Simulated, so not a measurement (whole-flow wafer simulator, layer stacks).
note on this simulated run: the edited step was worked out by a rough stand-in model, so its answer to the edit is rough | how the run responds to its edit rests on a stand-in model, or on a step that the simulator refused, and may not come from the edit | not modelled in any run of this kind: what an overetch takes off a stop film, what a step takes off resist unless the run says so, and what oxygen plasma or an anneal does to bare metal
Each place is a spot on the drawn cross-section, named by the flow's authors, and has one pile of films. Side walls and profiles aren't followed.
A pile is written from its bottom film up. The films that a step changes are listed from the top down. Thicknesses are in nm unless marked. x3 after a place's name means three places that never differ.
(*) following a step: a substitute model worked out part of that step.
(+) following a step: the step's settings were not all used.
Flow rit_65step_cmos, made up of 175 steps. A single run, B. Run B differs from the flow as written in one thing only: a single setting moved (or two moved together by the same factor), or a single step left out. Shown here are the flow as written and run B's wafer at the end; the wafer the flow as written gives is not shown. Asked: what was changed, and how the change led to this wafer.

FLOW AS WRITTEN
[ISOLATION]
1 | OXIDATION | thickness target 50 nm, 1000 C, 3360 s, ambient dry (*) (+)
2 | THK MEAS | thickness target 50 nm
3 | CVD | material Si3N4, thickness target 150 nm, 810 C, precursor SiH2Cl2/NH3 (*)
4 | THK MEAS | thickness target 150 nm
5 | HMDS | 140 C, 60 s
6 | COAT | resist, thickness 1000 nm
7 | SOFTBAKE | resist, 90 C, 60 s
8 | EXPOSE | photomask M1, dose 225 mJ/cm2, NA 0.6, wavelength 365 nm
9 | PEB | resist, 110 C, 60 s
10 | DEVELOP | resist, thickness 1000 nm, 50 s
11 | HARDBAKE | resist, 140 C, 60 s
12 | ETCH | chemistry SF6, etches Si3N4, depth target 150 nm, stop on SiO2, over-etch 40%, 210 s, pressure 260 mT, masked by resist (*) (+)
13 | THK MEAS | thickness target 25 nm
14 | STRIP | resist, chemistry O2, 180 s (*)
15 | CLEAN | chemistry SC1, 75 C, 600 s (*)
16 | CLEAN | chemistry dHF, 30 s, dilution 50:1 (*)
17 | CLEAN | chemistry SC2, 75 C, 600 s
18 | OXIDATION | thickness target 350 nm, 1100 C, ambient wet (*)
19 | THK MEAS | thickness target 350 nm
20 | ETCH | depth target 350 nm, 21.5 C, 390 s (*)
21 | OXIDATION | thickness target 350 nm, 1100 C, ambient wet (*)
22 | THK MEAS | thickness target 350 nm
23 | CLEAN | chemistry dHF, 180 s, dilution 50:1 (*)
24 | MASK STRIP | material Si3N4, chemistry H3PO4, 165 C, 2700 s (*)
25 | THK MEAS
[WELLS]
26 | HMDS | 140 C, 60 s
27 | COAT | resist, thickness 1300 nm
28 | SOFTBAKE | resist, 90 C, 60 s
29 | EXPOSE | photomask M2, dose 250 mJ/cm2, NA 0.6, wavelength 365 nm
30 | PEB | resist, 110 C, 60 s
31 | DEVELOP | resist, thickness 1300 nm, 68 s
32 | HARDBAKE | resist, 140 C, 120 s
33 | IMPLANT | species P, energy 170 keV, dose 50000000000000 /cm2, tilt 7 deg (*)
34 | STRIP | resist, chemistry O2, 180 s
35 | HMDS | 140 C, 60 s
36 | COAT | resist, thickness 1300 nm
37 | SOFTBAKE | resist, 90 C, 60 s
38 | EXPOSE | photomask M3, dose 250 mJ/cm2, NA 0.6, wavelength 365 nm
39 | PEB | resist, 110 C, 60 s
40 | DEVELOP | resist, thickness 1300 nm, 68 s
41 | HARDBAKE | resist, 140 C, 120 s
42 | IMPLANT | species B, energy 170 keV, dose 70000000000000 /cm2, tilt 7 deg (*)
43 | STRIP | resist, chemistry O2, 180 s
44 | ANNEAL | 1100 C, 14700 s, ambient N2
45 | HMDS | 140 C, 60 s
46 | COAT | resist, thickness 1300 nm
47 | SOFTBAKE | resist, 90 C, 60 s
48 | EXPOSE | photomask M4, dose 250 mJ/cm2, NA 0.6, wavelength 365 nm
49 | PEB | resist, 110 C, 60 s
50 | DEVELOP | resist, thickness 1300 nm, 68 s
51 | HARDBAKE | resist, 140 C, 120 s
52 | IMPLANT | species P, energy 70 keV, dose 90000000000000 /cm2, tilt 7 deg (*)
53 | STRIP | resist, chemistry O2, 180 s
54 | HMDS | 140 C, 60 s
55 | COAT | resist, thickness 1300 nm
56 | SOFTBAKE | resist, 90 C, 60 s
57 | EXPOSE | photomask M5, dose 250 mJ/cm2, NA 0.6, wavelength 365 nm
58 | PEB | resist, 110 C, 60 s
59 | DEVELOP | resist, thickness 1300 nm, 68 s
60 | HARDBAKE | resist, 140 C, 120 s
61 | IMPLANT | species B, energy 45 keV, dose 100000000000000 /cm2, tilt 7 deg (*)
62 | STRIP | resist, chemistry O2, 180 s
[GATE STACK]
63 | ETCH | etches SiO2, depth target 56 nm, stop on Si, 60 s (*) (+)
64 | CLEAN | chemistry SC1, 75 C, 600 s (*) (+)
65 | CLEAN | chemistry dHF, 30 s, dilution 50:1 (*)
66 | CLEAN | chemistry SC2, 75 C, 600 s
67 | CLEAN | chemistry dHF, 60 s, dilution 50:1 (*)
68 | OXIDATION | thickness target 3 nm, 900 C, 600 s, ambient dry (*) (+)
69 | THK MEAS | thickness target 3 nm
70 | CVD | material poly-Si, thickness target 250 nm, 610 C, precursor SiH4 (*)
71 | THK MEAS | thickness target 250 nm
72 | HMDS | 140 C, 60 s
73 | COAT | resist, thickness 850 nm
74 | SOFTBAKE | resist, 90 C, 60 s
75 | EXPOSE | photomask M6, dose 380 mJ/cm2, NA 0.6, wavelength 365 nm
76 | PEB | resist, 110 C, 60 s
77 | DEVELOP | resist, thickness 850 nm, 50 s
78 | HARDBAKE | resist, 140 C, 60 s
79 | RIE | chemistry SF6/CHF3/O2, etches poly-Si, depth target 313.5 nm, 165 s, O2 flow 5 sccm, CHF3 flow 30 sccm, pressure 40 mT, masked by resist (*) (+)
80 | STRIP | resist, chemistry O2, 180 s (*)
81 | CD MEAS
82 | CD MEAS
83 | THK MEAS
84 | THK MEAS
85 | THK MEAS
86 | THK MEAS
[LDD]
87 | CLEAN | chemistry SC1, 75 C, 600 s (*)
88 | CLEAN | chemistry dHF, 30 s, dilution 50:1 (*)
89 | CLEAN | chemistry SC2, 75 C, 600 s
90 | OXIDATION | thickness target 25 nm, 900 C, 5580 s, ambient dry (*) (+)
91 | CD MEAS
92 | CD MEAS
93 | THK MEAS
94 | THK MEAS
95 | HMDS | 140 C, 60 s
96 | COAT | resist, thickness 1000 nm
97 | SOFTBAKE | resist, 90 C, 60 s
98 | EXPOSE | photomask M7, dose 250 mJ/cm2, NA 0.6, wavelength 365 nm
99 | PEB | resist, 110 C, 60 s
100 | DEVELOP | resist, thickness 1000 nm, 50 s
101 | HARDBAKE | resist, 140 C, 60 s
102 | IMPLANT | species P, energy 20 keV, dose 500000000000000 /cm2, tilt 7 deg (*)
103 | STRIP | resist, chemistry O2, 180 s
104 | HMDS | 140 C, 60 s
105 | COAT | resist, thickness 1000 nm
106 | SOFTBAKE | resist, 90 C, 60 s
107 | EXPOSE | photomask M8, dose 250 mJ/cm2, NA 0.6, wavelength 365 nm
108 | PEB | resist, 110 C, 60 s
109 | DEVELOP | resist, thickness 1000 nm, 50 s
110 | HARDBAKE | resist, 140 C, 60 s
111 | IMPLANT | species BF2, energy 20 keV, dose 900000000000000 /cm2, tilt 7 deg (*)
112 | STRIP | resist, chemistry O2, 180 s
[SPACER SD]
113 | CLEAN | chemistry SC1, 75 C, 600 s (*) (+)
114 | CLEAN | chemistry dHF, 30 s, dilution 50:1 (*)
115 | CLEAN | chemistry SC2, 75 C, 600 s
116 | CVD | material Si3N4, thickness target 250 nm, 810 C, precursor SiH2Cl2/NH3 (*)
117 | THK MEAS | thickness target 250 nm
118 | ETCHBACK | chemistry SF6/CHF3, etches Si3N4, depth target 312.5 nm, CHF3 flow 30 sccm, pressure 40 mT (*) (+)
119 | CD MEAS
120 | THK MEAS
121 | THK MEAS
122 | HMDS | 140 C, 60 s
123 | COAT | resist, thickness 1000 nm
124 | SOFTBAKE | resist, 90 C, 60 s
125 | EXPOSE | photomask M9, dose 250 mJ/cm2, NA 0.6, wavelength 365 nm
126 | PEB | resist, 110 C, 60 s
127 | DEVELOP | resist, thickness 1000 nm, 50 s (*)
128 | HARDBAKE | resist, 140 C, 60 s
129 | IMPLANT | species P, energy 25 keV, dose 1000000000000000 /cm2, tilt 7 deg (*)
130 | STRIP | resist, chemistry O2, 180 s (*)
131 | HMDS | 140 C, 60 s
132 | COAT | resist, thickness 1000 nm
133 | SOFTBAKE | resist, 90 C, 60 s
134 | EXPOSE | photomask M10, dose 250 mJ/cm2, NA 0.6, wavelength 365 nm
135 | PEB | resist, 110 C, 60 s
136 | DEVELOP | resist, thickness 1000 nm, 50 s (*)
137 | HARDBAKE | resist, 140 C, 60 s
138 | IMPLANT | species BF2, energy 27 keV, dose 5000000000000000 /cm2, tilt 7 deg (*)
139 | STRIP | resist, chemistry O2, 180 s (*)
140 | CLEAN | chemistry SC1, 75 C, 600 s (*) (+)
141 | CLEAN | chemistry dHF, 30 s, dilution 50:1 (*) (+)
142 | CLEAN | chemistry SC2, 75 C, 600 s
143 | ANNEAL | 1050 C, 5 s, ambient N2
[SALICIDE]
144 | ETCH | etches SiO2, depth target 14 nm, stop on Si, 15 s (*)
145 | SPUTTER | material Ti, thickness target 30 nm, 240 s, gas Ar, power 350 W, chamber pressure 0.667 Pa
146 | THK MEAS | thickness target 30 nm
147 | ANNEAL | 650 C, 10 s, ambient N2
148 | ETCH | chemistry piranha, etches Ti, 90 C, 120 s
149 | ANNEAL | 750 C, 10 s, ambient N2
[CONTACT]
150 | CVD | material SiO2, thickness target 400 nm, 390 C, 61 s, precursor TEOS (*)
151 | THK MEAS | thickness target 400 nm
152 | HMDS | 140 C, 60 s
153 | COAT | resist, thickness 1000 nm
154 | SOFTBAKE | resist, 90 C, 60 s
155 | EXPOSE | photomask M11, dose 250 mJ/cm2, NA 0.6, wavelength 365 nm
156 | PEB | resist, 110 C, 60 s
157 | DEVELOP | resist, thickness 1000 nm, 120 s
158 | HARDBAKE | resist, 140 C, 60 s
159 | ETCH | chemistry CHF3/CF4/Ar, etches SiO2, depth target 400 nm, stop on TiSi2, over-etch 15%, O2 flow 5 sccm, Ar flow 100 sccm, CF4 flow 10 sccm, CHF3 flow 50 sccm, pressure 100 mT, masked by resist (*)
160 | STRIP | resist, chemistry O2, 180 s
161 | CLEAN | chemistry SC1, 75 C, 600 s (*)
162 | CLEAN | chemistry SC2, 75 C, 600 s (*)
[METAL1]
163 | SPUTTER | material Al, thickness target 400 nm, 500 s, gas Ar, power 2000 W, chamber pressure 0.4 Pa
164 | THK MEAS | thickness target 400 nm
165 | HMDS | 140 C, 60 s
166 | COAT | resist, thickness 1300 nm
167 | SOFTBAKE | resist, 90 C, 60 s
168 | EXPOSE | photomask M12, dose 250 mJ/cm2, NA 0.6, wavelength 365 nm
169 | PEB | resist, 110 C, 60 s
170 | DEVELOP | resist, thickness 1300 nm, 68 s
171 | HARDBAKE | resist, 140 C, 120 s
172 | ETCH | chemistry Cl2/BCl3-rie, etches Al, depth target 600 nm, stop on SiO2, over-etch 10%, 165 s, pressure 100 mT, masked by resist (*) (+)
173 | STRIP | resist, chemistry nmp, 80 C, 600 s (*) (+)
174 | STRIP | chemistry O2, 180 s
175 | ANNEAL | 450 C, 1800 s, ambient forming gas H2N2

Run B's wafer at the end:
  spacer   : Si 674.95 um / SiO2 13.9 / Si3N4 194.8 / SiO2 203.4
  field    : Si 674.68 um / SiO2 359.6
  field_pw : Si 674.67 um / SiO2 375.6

The reason: step 150, CVD: thickness target 240 nm was run, though the flow has thickness target 400 nm.

Step by step, how the change led to this:
  150 | CVD | material SiO2, thickness target 400 nm, 390 C, 61 s, precursor TEOS (*)
      field, field_pw, field_nw, field_p: +240 SiO2 (in the flow as written it would be: +400 SiO2)
      spacer, spacer_p: +240 SiO2 (new film) (in the flow as written it would be: +400 SiO2 (new film))
      (also at 2 further places)
  159 | ETCH | chemistry CHF3/CF4/Ar, etches SiO2, depth target 400 nm, stop on TiSi2, over-etch 15%, O2 flow 5 sccm, Ar flow 100 sccm, CF4 flow 10 sccm, CHF3 flow 50 sccm, pressure 100 mT, masked by resist (*)
      field, field_pw, field_nw, field_p, gate_n, gate_p, spacer, spacer_p: -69 resist (in the flow as written it would be: -115 resist)
  160 | STRIP | resist, chemistry O2, 180 s
      field: -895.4 resist (all of it) (in the flow as written it would be: -851 resist (all of it))
      field_pw: -865.1 resist (all of it) (in the flow as written it would be: -820.1 resist (all of it))
      (also at 6 further places)
  163 | SPUTTER | material Al, thickness target 400 nm, 500 s, gas Ar, power 2000 W, chamber pressure 0.4 Pa
      gate_n, gate_p: +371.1 Al (new film) (in the flow as written it would be: +396 Al (new film))
  166 | COAT | resist, thickness 1300 nm
      gate_n: +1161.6 resist (new film) (in the flow as written it would be: +1131.7 resist (new film))
      gate_p: +1164 resist (new film) (in the flow as written it would be: +1135.6 resist (new film))
  169 | PEB | resist, 110 C, 60 s
      gate_n: -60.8 resist (in the flow as written it would be: -59.1 resist)
      gate_p: -60.9 resist (in the flow as written it would be: -59.3 resist)
  170 | DEVELOP | resist, thickness 1300 nm, 68 s
      gate_n: -1100.8 resist (all of it) (in the flow as written it would be: -1072.6 resist (all of it))
      gate_p: -1103.1 resist (all of it) (in the flow as written it would be: -1076.3 resist (all of it))
  172 | ETCH | chemistry Cl2/BCl3-rie, etches Al, depth target 600 nm, stop on SiO2, over-etch 10%, 165 s, pressure 100 mT, masked by resist (*) (+)
      gate_n, gate_p: -371.1 Al (all of it), -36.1 SiO2 (in the flow as written it would be: -396 Al (all of it), -33 SiO2)
